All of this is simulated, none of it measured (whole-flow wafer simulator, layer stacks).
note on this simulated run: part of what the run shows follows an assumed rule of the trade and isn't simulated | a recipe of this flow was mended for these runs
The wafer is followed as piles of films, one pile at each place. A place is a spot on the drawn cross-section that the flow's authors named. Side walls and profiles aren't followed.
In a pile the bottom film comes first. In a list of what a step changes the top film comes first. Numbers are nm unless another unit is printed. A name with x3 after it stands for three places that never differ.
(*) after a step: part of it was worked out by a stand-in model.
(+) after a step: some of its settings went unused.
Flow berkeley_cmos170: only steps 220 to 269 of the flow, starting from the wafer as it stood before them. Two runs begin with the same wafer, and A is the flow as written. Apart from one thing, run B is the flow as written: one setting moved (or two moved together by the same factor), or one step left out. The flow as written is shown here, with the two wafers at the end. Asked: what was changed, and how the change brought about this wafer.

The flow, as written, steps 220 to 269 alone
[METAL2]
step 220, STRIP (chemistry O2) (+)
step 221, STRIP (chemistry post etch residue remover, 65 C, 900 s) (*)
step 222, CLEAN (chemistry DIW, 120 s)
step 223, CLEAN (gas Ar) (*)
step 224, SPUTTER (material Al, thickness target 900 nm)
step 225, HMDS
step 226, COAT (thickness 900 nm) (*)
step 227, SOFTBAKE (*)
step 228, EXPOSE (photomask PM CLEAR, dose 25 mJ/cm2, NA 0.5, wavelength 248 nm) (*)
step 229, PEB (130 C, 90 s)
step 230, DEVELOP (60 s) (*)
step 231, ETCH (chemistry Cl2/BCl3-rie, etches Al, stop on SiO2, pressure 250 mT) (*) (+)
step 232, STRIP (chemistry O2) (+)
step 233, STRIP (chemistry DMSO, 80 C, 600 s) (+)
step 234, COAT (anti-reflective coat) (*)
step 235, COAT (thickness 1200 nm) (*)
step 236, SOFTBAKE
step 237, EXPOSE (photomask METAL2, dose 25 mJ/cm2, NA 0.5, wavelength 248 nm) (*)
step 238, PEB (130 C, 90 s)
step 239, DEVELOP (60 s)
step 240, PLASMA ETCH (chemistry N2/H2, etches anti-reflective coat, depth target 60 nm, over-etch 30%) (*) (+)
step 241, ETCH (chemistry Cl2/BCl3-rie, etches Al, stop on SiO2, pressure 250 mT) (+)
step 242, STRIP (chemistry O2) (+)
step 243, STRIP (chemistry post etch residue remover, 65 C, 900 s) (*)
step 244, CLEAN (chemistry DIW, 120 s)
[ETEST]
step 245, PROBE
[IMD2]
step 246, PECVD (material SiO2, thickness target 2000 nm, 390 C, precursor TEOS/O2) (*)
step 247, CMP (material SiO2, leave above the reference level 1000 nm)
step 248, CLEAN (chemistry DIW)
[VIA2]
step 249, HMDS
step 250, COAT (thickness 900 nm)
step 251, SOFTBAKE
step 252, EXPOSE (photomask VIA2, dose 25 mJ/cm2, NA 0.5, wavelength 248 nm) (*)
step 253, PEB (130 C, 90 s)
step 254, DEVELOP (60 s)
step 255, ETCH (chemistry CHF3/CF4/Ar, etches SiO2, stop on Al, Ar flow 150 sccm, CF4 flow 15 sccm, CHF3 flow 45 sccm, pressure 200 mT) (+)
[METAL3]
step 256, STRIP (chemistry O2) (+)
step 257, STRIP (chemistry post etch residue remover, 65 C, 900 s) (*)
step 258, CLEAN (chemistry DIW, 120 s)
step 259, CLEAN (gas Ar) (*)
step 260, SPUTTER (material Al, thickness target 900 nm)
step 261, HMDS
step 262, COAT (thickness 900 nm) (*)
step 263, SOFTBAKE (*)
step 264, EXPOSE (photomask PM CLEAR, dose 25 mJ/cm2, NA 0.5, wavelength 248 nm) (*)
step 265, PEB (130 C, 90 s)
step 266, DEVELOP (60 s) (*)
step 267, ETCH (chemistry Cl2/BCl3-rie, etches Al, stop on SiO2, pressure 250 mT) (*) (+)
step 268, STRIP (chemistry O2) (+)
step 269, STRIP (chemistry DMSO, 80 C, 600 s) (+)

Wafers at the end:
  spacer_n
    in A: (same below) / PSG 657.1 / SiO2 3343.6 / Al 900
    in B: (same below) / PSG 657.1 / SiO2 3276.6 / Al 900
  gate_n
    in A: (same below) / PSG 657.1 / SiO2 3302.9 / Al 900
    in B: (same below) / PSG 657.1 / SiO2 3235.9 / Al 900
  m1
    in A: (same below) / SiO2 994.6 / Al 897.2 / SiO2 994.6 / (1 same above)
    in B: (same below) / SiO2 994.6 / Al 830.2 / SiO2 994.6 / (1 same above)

Cause: step 224, SPUTTER: thickness target 833 nm was run, whereas the flow has thickness target 900 nm.

How this came from the change, step by step:
  step 224, SPUTTER (material Al, thickness target 900 nm)
      field, mark, sd_n and 9 more: A +900 Al (new film) | B +833 Al (new film)
      via1: A +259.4 Al | B +248.4 Al
  step 226, COAT (thickness 900 nm) (*)
      via1: A +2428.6 KrF-resist (new film) | B +2374.7 KrF-resist (new film)
  step 231, ETCH (chemistry Cl2/BCl3-rie, etches Al, stop on SiO2, pressure 250 mT) (*) (+)
      field, sd_n, spacer_n and 9 more: A -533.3 KrF-resist | B -499.8 KrF-resist
      mark: A -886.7 Al (all of it), -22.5 SiO2 | B -819.7 Al (all of it), -22.5 SiO2
  step 232, STRIP (chemistry O2) (+)
      field, spacer_n, gate_n: A -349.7 KrF-resist (all of it) | B -383.2 KrF-resist (all of it)
      spacer_p, gate_p: A -349.4 KrF-resist (all of it) | B -382.9 KrF-resist (all of it)
      (and at 6 other places as well)
  step 234, COAT (anti-reflective coat) (*)
      via1: A +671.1 anti-reflective coat (new film) | B +644 anti-reflective coat (new film)
  step 241, ETCH (chemistry Cl2/BCl3-rie, etches Al, stop on SiO2, pressure 250 mT) (+)
      field, sd_n, spacer_n, gate_n, sd_p, spacer_p, gate_p: A -900 Al (all of it), -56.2 SiO2 | B -833 Al (all of it), -56.2 SiO2
      contact, m1, via1, m2, via2: A -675 KrF-resist | B -641.5 KrF-resist
      (and at 1 other place as well)
  step 242, STRIP (chemistry O2) (+)
      contact: A -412 KrF-resist (all of it), -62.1 anti-reflective coat (all of it) | B -445.3 KrF-resist (all of it), -62.1 anti-reflective coat (all of it)
      m1: A -433.1 KrF-resist (all of it), -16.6 anti-reflective coat (all of it) | B -465.6 KrF-resist (all of it), -16.7 anti-reflective coat (all of it)
      (and at 3 other places as well)
  step 246, PECVD (material SiO2, thickness target 2000 nm, 390 C, precursor TEOS/O2) (*)
      via1: A +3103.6 SiO2 (new film), +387 void (new film), +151 SiO2 (new film) | B +3313.2 SiO2 (new film), +107.7 void (new film), +164.8 SiO2 (new film)
  step 247, CMP (material SiO2, leave above the reference level 1000 nm)
      field, sd_n, spacer_n, gate_n, sd_p, spacer_p, gate_p: A -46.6 SiO2 | B -113.6 SiO2
